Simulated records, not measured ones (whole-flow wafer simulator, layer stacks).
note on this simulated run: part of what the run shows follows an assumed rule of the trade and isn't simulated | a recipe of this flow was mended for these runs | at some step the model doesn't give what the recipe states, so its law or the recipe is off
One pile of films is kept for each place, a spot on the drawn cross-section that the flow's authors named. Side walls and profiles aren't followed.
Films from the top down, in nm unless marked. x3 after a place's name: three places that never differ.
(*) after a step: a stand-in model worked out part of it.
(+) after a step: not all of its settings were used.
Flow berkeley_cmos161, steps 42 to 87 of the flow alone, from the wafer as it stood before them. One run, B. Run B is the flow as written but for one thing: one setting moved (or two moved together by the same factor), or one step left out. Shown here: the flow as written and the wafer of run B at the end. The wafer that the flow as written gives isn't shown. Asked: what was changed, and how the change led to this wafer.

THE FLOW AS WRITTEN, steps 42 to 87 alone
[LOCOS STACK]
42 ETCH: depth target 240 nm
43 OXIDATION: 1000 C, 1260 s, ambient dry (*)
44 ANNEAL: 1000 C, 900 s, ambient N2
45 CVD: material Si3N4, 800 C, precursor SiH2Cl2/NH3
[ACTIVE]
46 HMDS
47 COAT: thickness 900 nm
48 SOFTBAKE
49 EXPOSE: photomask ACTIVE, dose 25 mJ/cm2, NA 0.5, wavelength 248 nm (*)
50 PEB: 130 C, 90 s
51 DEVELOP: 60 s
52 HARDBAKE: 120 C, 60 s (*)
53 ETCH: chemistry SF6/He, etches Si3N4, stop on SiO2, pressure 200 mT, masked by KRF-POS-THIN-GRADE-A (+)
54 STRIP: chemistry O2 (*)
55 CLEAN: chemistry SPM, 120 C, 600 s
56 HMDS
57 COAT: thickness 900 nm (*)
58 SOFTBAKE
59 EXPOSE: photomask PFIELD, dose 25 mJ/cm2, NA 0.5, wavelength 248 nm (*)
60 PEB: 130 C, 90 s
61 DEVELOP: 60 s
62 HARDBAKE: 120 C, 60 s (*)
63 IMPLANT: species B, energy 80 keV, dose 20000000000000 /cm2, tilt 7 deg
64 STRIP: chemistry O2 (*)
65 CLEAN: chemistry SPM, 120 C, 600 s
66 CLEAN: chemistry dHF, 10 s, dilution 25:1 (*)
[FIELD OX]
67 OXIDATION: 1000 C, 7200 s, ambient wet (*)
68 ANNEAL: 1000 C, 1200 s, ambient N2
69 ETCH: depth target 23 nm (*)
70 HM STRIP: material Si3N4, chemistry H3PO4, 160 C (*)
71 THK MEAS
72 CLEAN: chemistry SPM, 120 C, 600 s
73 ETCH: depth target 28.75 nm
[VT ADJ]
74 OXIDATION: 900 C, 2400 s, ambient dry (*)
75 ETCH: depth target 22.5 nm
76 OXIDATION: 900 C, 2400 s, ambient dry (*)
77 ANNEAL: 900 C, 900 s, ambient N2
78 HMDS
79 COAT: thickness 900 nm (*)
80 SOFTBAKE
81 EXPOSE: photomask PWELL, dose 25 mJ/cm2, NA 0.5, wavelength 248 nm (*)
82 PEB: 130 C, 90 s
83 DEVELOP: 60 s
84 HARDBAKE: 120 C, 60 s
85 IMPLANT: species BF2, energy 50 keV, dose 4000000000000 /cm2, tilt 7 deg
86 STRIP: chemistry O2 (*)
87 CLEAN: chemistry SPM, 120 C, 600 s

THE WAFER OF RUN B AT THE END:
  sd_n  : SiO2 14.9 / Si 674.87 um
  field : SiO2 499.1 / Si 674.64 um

The cause: step 73, ETCH: depth target 5.75 nm was run, where the flow has depth target 28.75 nm.

How the change led to this, step by step:
  73 ETCH: depth target 28.75 nm
      spacer_n, gate_n, spacer_p, gate_p, contact, m1: SiO2 -5.75 (as written it would be: SiO2 -17.9 (all of it))
      sd_n, sd_p: SiO2 -5.75 (as written it would be: SiO2 -18.1 (all of it))
      (and at 1 more place)
  74 OXIDATION: 900 C, 2400 s, ambient dry (*)
      spacer_n, gate_n, spacer_p, gate_p, contact, m1: SiO2 +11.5, Si -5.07 (as written it would be: SiO2 +14.9 (new film), Si -6.57)
      sd_n, sd_p: SiO2 +11.5, Si -5.05 (as written it would be: SiO2 +14.9 (new film), Si -6.57)
  75 ETCH: depth target 22.5 nm
      sd_n, spacer_n, gate_n, sd_p, spacer_p, gate_p, contact, m1: SiO2 -22.5 (as written it would be: SiO2 -14.9 (all of it))
  76 OXIDATION: 900 C, 2400 s, ambient dry (*)
      spacer_n, gate_n, spacer_p, gate_p, contact, m1: SiO2 +13.8, Si -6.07 (as written it would be: SiO2 +14.9 (new film), Si -6.57)
      sd_n, sd_p: SiO2 +13.6, Si -5.98 (as written it would be: SiO2 +14.9 (new film), Si -6.57)
